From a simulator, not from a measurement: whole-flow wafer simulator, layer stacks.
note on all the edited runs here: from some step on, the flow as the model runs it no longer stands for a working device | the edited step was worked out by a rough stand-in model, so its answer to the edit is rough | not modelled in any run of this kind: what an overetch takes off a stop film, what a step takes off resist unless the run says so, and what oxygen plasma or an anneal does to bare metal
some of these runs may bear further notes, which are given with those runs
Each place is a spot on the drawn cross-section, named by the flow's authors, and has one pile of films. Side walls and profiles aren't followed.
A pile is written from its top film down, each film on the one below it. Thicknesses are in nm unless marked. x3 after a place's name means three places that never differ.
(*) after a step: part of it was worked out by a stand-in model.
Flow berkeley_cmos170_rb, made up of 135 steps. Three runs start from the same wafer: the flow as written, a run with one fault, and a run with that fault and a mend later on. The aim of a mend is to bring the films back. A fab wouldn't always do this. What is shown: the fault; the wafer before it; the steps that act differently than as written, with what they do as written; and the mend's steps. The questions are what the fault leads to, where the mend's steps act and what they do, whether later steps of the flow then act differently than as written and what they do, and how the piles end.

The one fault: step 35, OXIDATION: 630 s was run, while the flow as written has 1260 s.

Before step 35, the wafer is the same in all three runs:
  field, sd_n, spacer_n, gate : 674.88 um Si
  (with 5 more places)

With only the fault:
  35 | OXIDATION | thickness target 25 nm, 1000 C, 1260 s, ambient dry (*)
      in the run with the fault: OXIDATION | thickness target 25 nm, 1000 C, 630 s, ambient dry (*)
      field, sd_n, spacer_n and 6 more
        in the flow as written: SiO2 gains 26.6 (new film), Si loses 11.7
        in the run with the fault: SiO2 gains 18.4 (new film), Si loses 8.08
  Steps further on in the flow that do not act as written (32 other steps are not shown; they differ only slightly, by no more than 2% or 0.5 nm, whichever is larger):
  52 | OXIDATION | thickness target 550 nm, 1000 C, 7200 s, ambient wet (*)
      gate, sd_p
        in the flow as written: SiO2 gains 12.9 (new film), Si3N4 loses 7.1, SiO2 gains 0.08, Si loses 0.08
        in the run with the fault: SiO2 gains 12.9 (new film), Si3N4 loses 7.1
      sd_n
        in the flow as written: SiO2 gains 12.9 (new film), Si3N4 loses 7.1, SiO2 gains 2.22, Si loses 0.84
        in the run with the fault: SiO2 gains 12.9 (new film), Si3N4 loses 7.1, SiO2 gains 0.31, Si loses 0.16
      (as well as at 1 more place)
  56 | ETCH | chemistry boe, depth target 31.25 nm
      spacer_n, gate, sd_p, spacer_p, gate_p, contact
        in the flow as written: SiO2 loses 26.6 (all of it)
        in the run with the fault: SiO2 loses 18.4 (all of it)
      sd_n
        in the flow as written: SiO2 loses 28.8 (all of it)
        in the run with the fault: SiO2 loses 18.7 (all of it)
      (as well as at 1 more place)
  At the end the piles are close to the flow's at the places that both follow, differing by at most 2% or 0.5 nm, whichever is larger.

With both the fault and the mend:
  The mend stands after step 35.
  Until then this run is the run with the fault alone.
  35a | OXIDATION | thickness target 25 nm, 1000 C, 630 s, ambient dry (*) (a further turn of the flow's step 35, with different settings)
      field, sd_n, spacer_n and 6 more
        SiO2 gains 8.19, Si loses 3.6
  Every later step of the flow that is run acts as written at every place that is followed.
  The piles end the same as the flow's at every place that both follow.
